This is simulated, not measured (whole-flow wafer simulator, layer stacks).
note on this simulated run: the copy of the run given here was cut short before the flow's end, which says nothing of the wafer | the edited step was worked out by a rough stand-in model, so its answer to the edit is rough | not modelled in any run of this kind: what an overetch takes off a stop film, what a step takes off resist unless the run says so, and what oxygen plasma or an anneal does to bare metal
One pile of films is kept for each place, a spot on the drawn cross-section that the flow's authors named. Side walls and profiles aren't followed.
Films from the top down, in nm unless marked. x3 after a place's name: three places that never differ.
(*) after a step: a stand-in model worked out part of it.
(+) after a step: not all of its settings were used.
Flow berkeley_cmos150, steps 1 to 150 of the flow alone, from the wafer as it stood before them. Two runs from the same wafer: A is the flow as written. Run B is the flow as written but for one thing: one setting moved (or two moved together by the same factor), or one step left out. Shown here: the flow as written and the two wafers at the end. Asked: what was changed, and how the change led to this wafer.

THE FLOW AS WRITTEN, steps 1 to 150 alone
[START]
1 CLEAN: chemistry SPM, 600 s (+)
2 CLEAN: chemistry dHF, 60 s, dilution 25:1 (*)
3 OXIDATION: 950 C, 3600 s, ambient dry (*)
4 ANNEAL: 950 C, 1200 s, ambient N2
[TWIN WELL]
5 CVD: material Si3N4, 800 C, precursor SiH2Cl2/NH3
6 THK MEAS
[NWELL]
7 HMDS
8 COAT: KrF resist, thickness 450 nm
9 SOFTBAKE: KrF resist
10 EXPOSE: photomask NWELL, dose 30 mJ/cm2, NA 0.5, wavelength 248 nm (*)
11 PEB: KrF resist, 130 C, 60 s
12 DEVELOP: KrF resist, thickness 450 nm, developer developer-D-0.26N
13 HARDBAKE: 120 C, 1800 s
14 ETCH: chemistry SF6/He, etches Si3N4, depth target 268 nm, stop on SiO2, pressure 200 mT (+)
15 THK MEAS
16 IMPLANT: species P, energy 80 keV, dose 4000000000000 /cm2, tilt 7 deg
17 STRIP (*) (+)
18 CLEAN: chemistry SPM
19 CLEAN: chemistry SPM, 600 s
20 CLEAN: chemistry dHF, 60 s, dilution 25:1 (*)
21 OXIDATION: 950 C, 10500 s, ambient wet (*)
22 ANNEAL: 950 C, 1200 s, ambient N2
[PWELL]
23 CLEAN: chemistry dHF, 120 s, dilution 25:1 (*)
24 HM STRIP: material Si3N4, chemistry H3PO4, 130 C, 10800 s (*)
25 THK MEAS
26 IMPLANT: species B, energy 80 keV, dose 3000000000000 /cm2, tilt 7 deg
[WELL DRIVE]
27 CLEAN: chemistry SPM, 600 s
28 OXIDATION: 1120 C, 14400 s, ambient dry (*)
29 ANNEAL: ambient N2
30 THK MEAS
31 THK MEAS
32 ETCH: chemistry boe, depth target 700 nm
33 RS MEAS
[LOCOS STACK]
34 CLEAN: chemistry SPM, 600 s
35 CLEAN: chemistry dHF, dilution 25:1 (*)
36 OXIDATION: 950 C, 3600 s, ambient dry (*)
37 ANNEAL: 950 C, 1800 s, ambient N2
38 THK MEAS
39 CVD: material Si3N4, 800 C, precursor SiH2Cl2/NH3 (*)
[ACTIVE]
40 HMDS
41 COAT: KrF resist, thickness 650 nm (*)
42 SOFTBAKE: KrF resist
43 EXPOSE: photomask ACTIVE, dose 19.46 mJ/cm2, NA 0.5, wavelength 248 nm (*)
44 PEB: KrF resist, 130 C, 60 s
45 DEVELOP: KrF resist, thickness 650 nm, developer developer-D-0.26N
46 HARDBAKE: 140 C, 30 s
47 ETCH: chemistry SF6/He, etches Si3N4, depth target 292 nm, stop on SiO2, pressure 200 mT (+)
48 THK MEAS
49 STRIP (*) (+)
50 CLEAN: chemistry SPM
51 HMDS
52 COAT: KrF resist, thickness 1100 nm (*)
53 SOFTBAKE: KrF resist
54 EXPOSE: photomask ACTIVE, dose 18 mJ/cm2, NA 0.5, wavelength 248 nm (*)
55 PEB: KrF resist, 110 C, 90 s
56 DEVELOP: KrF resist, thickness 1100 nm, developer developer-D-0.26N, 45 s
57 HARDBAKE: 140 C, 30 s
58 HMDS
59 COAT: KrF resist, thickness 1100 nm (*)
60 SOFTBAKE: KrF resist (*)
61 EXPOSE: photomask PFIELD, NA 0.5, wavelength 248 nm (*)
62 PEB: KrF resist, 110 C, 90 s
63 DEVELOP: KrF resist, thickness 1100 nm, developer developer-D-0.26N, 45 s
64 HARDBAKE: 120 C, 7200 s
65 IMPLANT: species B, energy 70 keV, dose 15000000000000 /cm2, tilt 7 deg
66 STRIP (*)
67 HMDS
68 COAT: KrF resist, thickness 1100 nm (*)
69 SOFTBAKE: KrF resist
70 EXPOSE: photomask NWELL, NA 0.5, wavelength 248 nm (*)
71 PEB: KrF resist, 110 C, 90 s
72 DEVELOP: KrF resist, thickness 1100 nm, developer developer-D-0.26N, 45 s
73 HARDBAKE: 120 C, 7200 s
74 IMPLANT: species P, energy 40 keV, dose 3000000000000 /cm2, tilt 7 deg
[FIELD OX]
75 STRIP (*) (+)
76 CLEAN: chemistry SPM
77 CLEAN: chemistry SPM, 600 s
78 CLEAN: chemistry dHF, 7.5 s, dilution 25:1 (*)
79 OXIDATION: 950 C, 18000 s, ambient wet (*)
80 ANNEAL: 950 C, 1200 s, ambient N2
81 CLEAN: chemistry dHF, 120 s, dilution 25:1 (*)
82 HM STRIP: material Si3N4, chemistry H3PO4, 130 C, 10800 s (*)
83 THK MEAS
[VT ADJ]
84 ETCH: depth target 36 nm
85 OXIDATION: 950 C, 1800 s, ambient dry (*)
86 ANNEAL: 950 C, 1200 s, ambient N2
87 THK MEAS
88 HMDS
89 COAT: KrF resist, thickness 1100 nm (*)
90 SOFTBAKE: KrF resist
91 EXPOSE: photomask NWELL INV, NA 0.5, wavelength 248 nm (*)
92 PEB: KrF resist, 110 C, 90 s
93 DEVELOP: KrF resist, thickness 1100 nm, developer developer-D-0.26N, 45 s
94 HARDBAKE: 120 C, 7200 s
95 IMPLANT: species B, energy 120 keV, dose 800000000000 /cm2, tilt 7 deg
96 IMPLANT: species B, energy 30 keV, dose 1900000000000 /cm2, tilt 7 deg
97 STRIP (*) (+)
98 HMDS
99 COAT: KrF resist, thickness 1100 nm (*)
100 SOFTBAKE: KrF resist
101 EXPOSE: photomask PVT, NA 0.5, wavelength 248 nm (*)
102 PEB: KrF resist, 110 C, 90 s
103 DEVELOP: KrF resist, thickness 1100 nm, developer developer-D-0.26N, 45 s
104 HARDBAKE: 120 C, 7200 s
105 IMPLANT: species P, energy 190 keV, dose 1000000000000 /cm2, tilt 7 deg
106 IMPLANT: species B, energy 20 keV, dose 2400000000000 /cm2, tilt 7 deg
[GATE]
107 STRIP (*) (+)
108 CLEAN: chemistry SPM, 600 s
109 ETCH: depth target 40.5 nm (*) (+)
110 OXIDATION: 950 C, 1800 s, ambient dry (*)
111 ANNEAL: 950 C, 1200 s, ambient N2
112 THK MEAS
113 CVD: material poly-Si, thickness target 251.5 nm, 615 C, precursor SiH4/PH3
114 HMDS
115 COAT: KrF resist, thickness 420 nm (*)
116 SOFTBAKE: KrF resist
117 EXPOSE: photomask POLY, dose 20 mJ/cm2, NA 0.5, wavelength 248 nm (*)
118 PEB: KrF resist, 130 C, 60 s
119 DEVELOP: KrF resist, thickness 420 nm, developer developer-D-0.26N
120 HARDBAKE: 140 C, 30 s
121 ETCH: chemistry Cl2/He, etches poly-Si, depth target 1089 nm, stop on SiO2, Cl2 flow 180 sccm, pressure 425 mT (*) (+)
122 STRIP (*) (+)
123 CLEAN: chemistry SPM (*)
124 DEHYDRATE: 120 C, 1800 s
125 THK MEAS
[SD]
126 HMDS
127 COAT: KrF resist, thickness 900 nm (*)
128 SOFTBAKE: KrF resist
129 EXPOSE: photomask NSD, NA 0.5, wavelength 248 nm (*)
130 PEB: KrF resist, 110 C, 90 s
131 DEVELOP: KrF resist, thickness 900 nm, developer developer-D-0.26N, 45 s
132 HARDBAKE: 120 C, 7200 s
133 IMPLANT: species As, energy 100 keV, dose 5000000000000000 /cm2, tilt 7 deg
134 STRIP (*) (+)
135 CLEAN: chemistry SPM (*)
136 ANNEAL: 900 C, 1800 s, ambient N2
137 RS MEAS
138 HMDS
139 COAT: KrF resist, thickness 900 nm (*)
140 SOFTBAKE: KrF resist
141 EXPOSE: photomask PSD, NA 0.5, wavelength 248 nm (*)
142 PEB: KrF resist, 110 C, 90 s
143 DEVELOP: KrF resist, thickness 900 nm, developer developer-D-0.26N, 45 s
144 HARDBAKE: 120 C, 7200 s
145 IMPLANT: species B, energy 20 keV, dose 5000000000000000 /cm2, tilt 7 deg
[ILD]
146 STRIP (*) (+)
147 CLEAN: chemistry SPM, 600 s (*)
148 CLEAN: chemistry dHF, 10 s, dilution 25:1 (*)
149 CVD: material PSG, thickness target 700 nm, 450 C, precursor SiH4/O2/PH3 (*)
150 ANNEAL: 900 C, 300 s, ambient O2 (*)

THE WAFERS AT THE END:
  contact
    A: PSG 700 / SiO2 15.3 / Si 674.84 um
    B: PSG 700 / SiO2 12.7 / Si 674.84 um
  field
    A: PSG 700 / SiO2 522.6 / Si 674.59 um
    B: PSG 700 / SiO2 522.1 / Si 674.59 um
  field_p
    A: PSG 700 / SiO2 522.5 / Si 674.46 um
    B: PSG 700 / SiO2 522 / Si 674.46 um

The cause: step 110, OXIDATION: 1440 s was run, where the flow has 1800 s.

How the change led to this, step by step:
  110 OXIDATION: 950 C, 1800 s, ambient dry (*)
      sd_n, gate_n, sd_p, gate_p, contact, m1: A SiO2 +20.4 (new film), Si -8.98 | B SiO2 +17.8 (new film), Si -7.84
      field, field_p: A SiO2 +2.49, Si -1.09 | B SiO2 +1.99, Si -0.88
